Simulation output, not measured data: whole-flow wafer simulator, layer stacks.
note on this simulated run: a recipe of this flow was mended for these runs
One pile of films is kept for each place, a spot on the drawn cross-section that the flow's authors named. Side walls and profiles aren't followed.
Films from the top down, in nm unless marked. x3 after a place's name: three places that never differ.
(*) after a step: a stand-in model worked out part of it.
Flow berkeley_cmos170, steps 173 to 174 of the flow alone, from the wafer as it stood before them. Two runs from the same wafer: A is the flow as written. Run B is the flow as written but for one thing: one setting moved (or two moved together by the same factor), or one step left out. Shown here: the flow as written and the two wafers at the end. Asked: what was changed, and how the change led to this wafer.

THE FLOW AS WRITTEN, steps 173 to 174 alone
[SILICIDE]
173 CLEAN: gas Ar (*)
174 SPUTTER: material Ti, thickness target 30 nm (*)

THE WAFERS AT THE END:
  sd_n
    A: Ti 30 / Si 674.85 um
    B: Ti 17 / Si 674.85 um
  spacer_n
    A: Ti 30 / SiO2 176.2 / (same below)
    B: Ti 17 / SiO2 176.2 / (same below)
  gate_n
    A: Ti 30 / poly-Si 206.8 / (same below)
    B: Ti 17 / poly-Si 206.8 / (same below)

The cause: step 174, SPUTTER: thickness target 17 nm was run, where the flow has thickness target 30 nm.
It can be read off the wafer: sd_n has Ti 17, and step 174 as written asks for 30 nm.

How the change led to this, step by step:
  174 SPUTTER: material Ti, thickness target 30 nm (*)
      field, mark, sd_n and 10 more: A Ti +30 (new film) | B Ti +17 (new film)
